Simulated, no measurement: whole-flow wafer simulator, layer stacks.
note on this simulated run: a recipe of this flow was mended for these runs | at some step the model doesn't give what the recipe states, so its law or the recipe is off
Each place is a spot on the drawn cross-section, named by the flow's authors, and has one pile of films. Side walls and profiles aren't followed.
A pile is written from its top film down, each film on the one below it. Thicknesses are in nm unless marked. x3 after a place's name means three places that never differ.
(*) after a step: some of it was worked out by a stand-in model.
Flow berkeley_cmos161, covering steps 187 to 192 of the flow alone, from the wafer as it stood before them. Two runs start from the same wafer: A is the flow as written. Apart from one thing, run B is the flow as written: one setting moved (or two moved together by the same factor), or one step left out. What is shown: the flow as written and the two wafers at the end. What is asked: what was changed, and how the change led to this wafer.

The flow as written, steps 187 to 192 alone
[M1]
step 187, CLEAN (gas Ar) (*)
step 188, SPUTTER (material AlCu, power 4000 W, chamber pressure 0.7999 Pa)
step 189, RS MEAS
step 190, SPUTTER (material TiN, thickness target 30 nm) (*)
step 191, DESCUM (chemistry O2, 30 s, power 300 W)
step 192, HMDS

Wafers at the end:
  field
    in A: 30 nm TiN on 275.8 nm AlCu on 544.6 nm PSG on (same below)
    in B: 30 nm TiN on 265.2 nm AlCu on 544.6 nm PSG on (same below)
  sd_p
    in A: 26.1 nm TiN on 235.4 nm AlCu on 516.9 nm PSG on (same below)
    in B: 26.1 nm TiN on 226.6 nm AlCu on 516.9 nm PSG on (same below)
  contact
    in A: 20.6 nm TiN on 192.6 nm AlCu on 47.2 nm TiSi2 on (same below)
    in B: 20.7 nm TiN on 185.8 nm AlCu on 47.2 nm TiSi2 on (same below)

What caused this: step 188, SPUTTER: chamber pressure 0.8853 Pa was run, though the flow has chamber pressure 0.7999 Pa.

The path from the change to this, step by step:
  step 188, SPUTTER (material AlCu, power 4000 W, chamber pressure 0.7999 Pa)
      field, sd_n, spacer_n, gate_n, spacer_p, gate_p, m1: A AlCu gains 275.8 (new film) | B AlCu gains 265.2 (new film)
      sd_p: A AlCu gains 235.4 (new film) | B AlCu gains 226.6 (new film)
      (as well as at 1 more place)
